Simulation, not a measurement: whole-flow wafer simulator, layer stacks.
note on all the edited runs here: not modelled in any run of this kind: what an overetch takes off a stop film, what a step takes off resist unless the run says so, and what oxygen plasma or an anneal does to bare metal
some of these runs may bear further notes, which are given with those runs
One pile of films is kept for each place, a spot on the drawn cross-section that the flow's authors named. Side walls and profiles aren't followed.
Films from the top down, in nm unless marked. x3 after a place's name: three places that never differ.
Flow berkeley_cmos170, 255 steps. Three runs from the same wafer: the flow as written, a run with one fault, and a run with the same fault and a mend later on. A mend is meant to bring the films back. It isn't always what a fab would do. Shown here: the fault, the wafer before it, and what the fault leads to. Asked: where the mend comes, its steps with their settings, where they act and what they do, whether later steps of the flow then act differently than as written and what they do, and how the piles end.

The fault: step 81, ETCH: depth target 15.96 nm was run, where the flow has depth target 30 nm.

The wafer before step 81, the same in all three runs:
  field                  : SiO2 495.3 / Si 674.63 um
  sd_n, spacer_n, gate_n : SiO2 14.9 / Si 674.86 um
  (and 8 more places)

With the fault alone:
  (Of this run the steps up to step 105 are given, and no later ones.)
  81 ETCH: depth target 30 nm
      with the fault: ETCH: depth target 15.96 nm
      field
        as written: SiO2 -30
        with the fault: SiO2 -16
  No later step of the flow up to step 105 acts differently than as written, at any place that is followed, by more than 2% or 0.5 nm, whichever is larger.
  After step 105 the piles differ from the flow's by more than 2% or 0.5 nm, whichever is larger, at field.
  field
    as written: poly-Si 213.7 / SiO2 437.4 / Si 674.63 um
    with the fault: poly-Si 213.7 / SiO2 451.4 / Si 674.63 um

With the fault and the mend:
  The mend comes after step 81.
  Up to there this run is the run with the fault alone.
  81a ETCH: depth target 14.04 nm (the flow's step 81 once more, with other settings)
      field
        SiO2 -14
  No later step of the flow acts differently than as written at any place that is followed.
  At the end the piles are the same as the flow's at every place that both follow.
